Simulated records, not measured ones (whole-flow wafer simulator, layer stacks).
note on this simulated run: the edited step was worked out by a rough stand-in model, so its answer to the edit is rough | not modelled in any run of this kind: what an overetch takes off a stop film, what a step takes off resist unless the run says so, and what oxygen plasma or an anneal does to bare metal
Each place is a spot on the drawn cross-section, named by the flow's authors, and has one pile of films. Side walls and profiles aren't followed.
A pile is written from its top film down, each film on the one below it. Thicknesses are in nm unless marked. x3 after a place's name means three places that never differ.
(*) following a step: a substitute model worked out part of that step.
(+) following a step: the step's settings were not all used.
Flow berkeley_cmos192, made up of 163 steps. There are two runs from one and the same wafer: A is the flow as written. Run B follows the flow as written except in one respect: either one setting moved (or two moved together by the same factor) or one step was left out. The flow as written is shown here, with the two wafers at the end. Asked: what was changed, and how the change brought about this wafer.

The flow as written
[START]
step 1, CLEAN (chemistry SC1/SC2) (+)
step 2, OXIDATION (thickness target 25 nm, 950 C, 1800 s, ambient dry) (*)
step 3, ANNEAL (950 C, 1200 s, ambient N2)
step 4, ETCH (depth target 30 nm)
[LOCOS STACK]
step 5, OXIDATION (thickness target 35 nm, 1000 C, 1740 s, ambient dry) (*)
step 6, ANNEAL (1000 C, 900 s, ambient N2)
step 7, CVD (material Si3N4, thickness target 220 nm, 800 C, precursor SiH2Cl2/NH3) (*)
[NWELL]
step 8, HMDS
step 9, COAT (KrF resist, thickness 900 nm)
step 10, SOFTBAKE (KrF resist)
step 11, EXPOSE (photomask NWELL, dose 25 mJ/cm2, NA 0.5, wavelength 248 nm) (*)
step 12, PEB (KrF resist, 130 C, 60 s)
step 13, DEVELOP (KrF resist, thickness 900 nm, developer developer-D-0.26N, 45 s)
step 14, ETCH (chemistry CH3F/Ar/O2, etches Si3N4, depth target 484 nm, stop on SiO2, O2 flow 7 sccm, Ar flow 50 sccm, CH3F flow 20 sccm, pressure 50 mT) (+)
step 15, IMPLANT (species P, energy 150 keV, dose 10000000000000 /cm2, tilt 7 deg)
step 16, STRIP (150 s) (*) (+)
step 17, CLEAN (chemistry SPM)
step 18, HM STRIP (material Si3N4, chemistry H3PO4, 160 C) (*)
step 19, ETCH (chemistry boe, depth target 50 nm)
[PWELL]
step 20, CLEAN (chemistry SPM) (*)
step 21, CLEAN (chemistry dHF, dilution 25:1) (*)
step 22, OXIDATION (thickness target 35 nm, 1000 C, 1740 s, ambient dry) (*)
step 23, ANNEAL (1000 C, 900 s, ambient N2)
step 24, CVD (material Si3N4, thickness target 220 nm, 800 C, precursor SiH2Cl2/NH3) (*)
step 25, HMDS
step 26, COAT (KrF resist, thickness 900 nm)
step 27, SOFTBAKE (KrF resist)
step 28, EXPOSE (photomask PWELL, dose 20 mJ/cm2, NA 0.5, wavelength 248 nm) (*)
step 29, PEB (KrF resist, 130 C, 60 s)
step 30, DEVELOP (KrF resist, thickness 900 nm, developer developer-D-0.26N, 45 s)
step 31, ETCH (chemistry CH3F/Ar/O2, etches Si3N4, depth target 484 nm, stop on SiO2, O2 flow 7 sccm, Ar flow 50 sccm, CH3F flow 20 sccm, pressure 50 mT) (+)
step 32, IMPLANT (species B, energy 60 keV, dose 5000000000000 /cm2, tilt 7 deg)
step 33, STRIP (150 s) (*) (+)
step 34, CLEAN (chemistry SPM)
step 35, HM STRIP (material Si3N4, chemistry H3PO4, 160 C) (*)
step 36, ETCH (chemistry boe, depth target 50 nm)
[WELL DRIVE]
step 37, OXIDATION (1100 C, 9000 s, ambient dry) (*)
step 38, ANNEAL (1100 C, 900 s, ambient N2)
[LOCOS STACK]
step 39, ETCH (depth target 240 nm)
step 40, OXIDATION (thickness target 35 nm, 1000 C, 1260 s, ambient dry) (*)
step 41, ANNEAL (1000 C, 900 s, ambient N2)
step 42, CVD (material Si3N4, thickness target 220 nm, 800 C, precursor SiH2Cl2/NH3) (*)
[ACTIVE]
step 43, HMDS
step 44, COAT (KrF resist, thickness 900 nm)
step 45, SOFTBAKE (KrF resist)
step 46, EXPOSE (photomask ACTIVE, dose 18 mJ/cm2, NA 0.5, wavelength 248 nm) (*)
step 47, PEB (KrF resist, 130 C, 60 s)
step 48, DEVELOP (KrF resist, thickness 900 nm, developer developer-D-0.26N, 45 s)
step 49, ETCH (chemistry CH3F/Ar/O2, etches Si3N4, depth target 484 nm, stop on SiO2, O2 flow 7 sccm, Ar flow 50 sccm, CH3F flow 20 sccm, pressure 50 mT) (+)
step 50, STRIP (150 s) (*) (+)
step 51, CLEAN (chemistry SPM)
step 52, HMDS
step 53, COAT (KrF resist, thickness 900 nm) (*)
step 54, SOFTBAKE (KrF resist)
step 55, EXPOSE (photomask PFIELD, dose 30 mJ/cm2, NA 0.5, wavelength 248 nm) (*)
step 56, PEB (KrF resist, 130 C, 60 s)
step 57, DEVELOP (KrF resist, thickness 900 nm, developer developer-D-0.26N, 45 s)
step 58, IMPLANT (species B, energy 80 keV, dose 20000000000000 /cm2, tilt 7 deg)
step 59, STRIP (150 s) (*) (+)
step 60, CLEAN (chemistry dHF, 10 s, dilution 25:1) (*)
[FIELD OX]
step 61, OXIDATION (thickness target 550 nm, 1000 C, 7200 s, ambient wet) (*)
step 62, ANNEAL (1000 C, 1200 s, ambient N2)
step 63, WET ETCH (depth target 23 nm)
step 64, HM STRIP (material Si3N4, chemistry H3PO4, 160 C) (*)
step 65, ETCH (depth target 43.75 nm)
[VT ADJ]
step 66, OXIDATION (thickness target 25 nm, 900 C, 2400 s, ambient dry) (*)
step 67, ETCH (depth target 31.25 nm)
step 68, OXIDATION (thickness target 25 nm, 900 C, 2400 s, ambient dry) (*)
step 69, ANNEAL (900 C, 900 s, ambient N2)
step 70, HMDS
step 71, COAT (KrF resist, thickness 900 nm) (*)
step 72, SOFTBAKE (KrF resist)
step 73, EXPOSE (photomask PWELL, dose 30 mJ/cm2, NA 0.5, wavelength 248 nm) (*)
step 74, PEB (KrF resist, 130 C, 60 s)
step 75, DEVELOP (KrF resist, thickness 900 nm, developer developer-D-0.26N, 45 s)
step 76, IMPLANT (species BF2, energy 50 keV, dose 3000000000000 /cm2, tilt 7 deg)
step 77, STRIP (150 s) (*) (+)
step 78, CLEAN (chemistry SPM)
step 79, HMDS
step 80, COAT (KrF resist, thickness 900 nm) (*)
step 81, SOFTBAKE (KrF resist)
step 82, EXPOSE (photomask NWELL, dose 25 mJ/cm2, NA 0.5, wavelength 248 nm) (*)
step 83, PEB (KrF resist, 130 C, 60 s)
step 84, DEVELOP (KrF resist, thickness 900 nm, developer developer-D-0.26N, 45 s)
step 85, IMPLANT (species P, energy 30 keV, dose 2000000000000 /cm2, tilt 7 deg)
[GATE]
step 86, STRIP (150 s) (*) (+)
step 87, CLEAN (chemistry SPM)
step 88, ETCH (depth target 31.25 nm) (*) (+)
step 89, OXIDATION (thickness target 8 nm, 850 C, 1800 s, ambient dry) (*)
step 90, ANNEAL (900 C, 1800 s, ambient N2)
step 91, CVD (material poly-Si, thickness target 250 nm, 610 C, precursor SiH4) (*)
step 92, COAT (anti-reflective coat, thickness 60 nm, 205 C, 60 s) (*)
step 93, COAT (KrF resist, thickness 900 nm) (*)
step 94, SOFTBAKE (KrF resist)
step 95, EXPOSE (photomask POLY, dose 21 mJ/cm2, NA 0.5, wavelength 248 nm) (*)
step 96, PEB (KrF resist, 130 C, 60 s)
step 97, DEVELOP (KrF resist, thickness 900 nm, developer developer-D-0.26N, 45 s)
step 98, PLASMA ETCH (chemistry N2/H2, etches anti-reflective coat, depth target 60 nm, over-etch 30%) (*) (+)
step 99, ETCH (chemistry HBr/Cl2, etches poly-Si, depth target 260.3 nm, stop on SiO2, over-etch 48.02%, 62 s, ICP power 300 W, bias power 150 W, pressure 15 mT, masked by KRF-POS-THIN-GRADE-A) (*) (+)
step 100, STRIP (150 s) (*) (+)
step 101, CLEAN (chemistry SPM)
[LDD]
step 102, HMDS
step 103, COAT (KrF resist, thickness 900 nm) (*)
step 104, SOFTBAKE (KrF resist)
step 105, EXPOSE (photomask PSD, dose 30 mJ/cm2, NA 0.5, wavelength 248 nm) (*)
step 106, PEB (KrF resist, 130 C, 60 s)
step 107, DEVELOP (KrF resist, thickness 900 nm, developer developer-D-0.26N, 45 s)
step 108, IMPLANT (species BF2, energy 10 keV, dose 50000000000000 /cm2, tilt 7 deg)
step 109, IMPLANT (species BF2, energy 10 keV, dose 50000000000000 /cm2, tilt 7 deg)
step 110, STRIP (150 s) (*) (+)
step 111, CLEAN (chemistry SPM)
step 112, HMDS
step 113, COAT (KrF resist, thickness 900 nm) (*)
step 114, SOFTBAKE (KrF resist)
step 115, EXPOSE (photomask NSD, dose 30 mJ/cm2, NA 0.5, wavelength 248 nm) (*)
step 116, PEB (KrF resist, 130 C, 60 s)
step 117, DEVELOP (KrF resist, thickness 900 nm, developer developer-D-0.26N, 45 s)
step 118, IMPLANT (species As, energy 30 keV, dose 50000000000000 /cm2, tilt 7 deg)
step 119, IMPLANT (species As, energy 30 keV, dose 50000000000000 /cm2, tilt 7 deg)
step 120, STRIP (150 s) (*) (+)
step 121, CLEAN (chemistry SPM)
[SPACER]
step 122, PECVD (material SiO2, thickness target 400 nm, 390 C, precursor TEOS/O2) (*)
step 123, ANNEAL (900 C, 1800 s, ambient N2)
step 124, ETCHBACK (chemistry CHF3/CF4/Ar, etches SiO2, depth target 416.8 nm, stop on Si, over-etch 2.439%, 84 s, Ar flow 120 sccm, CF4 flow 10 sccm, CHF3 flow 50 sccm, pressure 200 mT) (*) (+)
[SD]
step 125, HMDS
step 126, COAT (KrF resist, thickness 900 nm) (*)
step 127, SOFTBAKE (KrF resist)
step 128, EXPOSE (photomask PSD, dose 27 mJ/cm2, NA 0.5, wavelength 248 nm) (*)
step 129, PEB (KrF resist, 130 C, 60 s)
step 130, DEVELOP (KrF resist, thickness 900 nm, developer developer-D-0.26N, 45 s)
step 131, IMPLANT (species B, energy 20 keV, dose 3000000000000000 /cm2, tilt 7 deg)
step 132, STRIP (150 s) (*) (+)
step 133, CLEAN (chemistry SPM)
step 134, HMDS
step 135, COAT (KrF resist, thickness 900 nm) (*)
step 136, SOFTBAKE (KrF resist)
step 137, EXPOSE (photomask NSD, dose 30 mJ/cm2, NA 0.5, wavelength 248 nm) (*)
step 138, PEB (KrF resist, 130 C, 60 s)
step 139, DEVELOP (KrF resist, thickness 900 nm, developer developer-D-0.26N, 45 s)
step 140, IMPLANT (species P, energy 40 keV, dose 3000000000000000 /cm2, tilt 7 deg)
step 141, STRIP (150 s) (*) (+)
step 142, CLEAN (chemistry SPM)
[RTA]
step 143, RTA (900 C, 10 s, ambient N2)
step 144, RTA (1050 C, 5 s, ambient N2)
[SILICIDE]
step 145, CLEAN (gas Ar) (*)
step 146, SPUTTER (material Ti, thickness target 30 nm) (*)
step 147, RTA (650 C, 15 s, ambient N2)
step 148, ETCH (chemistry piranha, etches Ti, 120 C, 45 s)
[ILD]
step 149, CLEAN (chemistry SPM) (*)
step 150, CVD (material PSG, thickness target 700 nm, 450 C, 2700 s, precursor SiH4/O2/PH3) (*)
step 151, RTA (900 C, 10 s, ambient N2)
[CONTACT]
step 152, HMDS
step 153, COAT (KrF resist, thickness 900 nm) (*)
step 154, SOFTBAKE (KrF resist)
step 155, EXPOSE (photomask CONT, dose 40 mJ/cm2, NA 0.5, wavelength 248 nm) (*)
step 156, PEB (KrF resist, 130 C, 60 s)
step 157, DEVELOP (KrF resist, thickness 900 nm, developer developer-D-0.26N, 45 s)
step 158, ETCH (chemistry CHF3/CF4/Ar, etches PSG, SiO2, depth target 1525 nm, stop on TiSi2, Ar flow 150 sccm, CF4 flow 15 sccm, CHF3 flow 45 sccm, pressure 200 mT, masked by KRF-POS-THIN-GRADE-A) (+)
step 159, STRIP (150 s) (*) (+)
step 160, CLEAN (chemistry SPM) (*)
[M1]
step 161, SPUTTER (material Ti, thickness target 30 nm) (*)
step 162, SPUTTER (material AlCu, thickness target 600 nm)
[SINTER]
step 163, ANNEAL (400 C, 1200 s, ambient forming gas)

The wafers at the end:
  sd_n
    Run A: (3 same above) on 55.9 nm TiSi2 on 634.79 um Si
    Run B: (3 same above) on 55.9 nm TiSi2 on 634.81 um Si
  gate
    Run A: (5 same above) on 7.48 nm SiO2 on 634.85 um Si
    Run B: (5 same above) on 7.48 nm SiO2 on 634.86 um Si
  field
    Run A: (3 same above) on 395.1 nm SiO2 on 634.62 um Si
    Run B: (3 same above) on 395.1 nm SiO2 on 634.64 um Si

Cause: step 37, OXIDATION: 7200 s was run, whereas the flow has 9000 s.

The path from the change to this, step by step:
  step 37, OXIDATION (1100 C, 9000 s, ambient dry) (*)
      field, sd_n, spacer_n and 6 more: A +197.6 SiO2 (new film), -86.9 Si | B +172.4 SiO2 (new film), -75.9 Si
  step 39, ETCH (depth target 240 nm)
      field, sd_n, spacer_n and 6 more: A -197.6 SiO2 (all of it) | B -172.4 SiO2 (all of it)
